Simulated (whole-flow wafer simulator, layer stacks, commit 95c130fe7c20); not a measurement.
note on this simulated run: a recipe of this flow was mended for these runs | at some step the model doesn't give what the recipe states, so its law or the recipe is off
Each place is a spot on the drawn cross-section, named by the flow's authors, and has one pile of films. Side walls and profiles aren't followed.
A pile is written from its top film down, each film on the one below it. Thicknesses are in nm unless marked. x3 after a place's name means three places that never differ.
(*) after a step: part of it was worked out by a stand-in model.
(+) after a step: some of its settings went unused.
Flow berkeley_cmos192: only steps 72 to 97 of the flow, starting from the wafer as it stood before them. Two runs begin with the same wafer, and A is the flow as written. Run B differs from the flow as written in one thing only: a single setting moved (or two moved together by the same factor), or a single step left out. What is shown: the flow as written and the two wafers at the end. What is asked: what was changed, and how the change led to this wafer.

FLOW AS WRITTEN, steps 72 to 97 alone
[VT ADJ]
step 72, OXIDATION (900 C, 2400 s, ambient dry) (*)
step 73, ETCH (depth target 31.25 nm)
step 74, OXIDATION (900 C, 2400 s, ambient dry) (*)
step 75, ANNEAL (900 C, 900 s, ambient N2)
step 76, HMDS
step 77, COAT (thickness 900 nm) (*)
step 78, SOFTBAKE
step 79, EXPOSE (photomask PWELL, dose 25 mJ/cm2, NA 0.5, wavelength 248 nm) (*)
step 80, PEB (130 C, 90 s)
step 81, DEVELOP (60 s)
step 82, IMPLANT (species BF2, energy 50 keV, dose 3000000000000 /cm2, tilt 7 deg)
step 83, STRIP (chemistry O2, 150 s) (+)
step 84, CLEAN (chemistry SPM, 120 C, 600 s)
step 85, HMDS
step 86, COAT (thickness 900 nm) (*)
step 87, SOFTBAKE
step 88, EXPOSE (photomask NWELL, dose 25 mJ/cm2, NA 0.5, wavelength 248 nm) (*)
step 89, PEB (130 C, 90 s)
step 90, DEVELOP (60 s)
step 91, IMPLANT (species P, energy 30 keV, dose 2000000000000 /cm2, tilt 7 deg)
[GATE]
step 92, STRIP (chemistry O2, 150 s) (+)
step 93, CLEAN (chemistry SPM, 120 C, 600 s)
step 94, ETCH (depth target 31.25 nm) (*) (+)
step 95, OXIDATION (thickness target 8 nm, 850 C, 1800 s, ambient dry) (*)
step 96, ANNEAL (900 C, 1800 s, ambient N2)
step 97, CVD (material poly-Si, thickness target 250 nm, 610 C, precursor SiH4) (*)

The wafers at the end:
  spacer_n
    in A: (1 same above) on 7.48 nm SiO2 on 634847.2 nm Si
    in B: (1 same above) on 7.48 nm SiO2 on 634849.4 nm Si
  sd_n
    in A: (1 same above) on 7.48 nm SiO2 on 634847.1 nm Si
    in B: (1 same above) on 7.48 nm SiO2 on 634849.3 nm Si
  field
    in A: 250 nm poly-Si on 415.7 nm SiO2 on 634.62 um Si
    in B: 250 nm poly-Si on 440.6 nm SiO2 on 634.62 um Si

What caused this: step 73, ETCH: depth target 6.25 nm was run, while the flow as written has depth target 31.25 nm.

The path from the change to this, step by step:
  step 73, ETCH (depth target 31.25 nm)
      sd_n, spacer_n, gate, sd_p, spacer_p, gate_p, contact, m1: A SiO2 loses 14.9 (all of it) | B SiO2 loses 6.25
      field: A SiO2 loses 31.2 | B SiO2 loses 6.25
  step 74, OXIDATION (900 C, 2400 s, ambient dry) (*)
      sd_n, spacer_n, gate, sd_p, spacer_p, gate_p, contact, m1: A SiO2 gains 14.9 (new film), Si loses 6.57 | B SiO2 gains 9.96, Si loses 4.38
  step 94, ETCH (depth target 31.25 nm) (*) (+)
      sd_n, spacer_n, gate, sd_p, spacer_p, gate_p, contact, m1: A SiO2 loses 14.9 (all of it) | B SiO2 loses 18.6 (all of it)
